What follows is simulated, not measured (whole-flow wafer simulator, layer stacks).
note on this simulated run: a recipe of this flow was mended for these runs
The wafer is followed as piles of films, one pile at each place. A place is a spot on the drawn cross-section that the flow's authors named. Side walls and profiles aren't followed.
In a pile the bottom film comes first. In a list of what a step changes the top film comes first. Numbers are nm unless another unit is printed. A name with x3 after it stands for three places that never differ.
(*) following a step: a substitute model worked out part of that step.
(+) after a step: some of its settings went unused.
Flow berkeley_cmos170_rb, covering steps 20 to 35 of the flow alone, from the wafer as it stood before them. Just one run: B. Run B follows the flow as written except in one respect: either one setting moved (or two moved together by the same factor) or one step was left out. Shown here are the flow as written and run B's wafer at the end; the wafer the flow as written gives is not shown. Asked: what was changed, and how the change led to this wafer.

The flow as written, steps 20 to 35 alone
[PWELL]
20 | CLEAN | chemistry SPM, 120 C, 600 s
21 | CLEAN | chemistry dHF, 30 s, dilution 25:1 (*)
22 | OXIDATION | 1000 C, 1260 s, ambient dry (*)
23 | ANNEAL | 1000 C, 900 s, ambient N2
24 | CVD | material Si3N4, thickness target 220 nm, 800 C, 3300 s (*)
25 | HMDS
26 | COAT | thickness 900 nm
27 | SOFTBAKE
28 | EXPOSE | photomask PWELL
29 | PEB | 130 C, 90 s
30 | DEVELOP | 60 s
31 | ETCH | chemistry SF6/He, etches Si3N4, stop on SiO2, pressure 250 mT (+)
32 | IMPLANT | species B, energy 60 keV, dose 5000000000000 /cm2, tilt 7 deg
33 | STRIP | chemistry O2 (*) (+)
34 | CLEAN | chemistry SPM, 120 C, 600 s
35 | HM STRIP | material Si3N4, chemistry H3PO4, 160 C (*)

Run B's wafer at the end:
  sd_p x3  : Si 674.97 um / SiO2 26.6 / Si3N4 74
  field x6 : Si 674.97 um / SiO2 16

What caused this: step 35, HM STRIP: 139 C was run, whereas the flow has 160 C.

Step by step, how the change led to this:
  35 | HM STRIP | material Si3N4, chemistry H3PO4, 160 C (*)
      sd_p x3: Si3N4 loses 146 (it would be, as written: Si3N4 loses 220 (all of it), SiO2 loses 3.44)
      field x6: SiO2 loses 2.05 (it would be, as written: SiO2 loses 10.5)
